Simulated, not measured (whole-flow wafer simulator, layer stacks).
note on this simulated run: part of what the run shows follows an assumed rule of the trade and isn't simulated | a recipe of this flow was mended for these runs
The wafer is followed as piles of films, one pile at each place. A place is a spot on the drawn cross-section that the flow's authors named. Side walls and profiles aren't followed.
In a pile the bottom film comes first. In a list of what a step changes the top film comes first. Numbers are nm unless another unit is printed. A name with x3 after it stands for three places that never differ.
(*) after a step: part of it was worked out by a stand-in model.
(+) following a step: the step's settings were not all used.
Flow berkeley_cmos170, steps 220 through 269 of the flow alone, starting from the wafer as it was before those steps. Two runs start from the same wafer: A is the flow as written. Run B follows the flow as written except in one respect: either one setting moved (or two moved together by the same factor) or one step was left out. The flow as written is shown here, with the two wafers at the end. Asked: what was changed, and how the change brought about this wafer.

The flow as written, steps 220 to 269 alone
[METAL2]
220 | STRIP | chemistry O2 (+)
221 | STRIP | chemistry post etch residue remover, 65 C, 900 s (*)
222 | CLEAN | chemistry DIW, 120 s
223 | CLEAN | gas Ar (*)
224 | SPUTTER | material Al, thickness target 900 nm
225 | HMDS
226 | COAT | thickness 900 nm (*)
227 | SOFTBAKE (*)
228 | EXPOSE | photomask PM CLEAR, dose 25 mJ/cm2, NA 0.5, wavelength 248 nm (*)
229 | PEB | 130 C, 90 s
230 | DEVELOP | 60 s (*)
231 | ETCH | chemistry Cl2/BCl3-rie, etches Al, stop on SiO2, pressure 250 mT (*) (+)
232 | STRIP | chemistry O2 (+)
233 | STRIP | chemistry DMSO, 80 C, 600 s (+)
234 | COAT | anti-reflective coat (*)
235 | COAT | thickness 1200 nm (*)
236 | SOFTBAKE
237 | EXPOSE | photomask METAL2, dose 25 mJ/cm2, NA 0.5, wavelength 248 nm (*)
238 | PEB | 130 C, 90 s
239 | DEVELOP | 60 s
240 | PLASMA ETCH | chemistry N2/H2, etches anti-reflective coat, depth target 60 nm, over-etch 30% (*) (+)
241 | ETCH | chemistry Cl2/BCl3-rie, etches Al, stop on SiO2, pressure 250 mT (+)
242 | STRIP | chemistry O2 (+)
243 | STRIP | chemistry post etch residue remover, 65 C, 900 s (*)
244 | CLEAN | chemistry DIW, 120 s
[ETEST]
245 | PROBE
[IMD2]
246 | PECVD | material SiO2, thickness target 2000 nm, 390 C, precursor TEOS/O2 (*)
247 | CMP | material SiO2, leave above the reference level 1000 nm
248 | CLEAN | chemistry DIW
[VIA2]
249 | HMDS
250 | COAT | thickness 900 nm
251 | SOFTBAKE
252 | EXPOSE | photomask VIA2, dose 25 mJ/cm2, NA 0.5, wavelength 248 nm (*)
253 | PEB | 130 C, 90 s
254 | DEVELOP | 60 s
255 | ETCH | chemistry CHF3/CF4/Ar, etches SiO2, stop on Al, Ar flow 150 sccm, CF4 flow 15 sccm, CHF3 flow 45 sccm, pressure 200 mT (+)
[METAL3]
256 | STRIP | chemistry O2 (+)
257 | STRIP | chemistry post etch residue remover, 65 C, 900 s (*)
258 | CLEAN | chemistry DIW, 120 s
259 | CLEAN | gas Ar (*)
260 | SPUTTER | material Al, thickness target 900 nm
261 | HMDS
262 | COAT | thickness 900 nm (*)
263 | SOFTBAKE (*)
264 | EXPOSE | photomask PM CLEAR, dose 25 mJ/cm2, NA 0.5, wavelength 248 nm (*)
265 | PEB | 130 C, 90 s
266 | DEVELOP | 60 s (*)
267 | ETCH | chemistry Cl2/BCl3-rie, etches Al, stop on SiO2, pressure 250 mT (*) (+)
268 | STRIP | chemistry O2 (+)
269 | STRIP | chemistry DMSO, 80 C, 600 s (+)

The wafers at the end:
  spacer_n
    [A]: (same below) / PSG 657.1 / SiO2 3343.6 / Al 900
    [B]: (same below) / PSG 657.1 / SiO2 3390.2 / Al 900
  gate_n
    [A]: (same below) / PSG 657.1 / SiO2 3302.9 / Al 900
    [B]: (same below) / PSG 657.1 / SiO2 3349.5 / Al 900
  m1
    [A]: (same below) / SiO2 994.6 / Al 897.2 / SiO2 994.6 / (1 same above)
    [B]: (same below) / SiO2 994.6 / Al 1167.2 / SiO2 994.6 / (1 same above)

Cause: step 224, SPUTTER: thickness target 1170 nm was run, while the flow as written has thickness target 900 nm.

How this came from the change, step by step:
  224 | SPUTTER | material Al, thickness target 900 nm
      field, mark, sd_n and 9 more: A +900 Al (new film) | B +1170 Al (new film)
      via1: A +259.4 Al | B +291.9 Al
  226 | COAT | thickness 900 nm (*)
      via1: A +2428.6 KrF-resist (new film) | B +2655.2 KrF-resist (new film)
  229 | PEB | 130 C, 90 s
      via1: A -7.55 KrF-resist | B -9.21 KrF-resist
  231 | ETCH | chemistry Cl2/BCl3-rie, etches Al, stop on SiO2, pressure 250 mT (*) (+)
      field, sd_n, spacer_n and 9 more: A -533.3 KrF-resist | B -668.3 KrF-resist
      mark: A -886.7 Al (all of it), -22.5 SiO2 | B -1156.7 Al (all of it), -22.5 SiO2
  232 | STRIP | chemistry O2 (+)
      field, gate_n: A -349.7 KrF-resist (all of it) | B -214.7 KrF-resist (all of it)
      spacer_p, gate_p: A -349.4 KrF-resist (all of it) | B -214.4 KrF-resist (all of it)
      (as well as at 8 more places)
  234 | COAT | anti-reflective coat (*)
      via1: A +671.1 anti-reflective coat (new film) | B +783.8 anti-reflective coat (new film)
  235 | COAT | thickness 1200 nm (*)
      m1: A +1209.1 KrF-resist (new film) | B +1176.4 KrF-resist (new film)
      via1: A +2189 KrF-resist (new film) | B +2270.4 KrF-resist (new film)
  238 | PEB | 130 C, 90 s
      via1: A -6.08 KrF-resist | B -6.6 KrF-resist
  241 | ETCH | chemistry Cl2/BCl3-rie, etches Al, stop on SiO2, pressure 250 mT (+)
      field, sd_n, spacer_n, gate_n, sd_p, spacer_p, gate_p: A -900 Al (all of it), -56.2 SiO2 | B -1170 Al (all of it), -56.2 SiO2
      contact, m1, via1, m2, via2: A -675 KrF-resist | B -810 KrF-resist
      (as well as at 1 more place)
  242 | STRIP | chemistry O2 (+)
      contact: A -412 KrF-resist (all of it), -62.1 anti-reflective coat (all of it) | B -269.3 KrF-resist (all of it), -62.1 anti-reflective coat (all of it)
      m1: A -433.1 KrF-resist (all of it), -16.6 anti-reflective coat (all of it) | B -265.6 KrF-resist (all of it), -16.6 anti-reflective coat (all of it)
      (as well as at 3 more places)
  246 | PECVD | material SiO2, thickness target 2000 nm, 390 C, precursor TEOS/O2 (*)
      via1: A +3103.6 SiO2 (new film), +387 void (new film), +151 SiO2 (new film) | B +2330.3 SiO2 (new film), +1446 void (new film), +102.9 SiO2 (new film)
  247 | CMP | material SiO2, leave above the reference level 1000 nm
      field, sd_n, spacer_n, gate_n, sd_p, spacer_p, gate_p: A -46.6 SiO2 | B nothing
  250 | COAT | thickness 900 nm
      sd_n: A +900 KrF-resist (new film) | B +985.9 KrF-resist (new film)
      contact: A +900 KrF-resist (new film) | B +813 KrF-resist (new film)
      (as well as at 4 more places)
  254 | DEVELOP | 60 s
      via2: A -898 KrF-resist (all of it) | B -807.1 KrF-resist (all of it)
  256 | STRIP | chemistry O2 (+)
      sd_n: A -607.6 KrF-resist (all of it) | B -693.3 KrF-resist (all of it)
      contact: A -607.6 KrF-resist (all of it) | B -520.9 KrF-resist (all of it)
      (as well as at 3 more places)
  262 | COAT | thickness 900 nm (*)
      sd_n: A +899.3 KrF-resist (new film) | B +984.5 KrF-resist (new film)
      contact: A +898.4 KrF-resist (new film) | B +806.1 KrF-resist (new film)
      (as well as at 4 more places)
  ... and 1 more step ...
  268 | STRIP | chemistry O2 (+)
      sd_n: A -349 KrF-resist (all of it) | B -434 KrF-resist (all of it)
      spacer_p: A -349.6 KrF-resist (all of it) | B -357.5 KrF-resist (all of it)
      (as well as at 6 more places)
